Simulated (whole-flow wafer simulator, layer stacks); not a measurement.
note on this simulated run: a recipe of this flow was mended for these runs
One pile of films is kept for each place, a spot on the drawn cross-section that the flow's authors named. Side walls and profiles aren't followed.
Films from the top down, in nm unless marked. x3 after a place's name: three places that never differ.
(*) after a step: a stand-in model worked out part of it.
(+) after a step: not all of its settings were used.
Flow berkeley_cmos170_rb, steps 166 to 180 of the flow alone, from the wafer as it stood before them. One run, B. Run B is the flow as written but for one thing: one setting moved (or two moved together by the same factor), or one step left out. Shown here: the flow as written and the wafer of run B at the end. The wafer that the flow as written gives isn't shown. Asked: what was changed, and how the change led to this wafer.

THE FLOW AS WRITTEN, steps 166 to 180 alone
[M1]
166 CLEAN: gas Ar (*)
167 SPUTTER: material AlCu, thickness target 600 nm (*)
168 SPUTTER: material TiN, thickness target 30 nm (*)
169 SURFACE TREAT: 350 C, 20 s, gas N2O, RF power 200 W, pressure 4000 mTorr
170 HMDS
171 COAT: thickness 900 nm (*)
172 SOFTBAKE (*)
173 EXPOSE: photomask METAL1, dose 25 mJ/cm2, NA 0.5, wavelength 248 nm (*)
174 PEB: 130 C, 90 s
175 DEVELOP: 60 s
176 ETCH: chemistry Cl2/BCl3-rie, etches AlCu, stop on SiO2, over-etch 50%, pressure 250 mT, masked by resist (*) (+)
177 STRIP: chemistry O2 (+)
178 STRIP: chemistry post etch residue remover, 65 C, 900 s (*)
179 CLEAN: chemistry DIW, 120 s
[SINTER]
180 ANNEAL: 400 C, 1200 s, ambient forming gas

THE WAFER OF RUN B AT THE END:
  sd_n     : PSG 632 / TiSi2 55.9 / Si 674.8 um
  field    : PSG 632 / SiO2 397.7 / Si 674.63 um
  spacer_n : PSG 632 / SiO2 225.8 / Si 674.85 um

The cause: step 176, ETCH: over-etch 79.4% was run, where the flow has over-etch 50%.

How the change led to this, step by step:
  176 ETCH: chemistry Cl2/BCl3-rie, etches AlCu, stop on SiO2, over-etch 50%, pressure 250 mT, masked by resist (*) (+)
      field, sd_n, spacer_n, gate, spacer_p, gate_p: TiN -30 (all of it), AlCu -600 (all of it), PSG -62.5 (as written it would be: TiN -30 (all of it), AlCu -600 (all of it), PSG -39.4)
      contact, m1: KrF-resist -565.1 (as written it would be: KrF-resist -472.5)
      (and at 1 more place)
  177 STRIP: chemistry O2 (+)
      contact: KrF-resist -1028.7 (all of it) (as written it would be: KrF-resist -1121.3 (all of it))
      m1: KrF-resist -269 (all of it) (as written it would be: KrF-resist -361.6 (all of it))
